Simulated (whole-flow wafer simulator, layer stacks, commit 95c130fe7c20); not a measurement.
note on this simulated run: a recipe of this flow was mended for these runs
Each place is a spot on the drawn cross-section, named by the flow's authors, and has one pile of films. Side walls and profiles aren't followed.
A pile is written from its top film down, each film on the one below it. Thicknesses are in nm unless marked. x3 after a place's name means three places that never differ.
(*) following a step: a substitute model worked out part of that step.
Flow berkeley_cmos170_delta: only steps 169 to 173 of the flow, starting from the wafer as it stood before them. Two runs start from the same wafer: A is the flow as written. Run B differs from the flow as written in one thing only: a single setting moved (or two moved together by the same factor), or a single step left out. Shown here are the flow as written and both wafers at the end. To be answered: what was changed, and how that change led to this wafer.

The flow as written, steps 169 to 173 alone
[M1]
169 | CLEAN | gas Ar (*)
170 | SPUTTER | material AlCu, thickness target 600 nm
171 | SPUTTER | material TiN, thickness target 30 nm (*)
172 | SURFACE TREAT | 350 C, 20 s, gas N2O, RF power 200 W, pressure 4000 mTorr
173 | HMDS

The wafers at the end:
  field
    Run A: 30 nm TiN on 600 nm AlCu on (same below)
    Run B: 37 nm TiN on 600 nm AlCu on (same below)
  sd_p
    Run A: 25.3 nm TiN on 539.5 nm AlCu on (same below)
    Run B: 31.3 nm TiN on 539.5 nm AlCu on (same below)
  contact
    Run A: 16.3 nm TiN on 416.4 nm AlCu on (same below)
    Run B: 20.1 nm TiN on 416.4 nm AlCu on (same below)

Cause: step 171, SPUTTER: thickness target 37 nm was run, though the flow has thickness target 30 nm.
One can read it off the wafer: field has TiN 37, and step 171 as written asks for 30 nm.

Step by step, how the change led to this:
  171 | SPUTTER | material TiN, thickness target 30 nm (*)
      field, sd_n, spacer_n, gate, spacer_p, gate_p, m1: A +30 TiN (new film) | B +37 TiN (new film)
      sd_p: A +25.3 TiN (new film) | B +31.3 TiN (new film)
      (also at 1 further place)
